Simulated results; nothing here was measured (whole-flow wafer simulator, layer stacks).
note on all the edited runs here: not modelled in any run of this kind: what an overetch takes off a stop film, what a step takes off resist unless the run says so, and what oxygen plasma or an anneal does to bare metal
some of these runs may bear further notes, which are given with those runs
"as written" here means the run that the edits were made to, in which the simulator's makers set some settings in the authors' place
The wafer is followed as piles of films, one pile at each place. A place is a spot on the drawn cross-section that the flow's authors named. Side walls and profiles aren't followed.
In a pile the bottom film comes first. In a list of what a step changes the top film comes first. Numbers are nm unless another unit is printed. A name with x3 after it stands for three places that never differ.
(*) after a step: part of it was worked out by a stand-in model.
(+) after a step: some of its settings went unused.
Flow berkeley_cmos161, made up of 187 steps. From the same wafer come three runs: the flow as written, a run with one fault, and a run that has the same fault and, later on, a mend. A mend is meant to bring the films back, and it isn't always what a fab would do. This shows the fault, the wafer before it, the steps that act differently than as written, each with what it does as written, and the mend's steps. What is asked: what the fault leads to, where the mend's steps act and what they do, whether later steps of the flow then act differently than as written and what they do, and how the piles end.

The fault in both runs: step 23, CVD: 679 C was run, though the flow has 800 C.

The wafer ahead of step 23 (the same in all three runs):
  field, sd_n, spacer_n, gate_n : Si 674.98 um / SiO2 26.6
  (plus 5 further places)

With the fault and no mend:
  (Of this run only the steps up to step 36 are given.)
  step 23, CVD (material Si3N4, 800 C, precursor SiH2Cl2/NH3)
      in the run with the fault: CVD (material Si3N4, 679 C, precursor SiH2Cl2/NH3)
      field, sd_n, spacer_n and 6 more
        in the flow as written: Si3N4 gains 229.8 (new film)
        in the run with the fault: Si3N4 gains 29.2 (new film)
  Steps further on in the flow that do not act as written (not shown: 1 more step that differs only slightly, by at most 2% or 0.5 nm, whichever is larger):
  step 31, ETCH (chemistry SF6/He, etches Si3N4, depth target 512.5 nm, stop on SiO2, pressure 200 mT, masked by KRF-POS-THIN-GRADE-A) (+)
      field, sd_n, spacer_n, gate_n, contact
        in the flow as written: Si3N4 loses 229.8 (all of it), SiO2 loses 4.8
        in the run with the fault: Si3N4 loses 29.2 (all of it), SiO2 loses 4.8
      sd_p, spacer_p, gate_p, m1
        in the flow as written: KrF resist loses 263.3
        in the run with the fault: KrF resist loses 45.3
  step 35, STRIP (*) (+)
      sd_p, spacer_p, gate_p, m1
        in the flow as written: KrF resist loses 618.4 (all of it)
        in the run with the fault: KrF resist loses 836.3 (all of it)
  After step 36, at sd_p, spacer_p, gate_p, m1, the piles differ from the flow's by more than 2% or 0.5 nm, whichever is larger.
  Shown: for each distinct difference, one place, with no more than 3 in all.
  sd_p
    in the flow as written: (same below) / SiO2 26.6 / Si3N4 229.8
    in the run with the fault: (same below) / SiO2 26.6 / Si3N4 29.2

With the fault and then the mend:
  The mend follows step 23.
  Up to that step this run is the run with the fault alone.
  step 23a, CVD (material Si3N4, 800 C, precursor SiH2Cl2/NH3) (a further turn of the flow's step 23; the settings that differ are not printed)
      field, sd_n, spacer_n and 6 more
        Si3N4 gains 200.5
  Every later step of the flow that is run acts as written at every place that is followed.
  At every place that both follow, the piles at the end match the flow's.
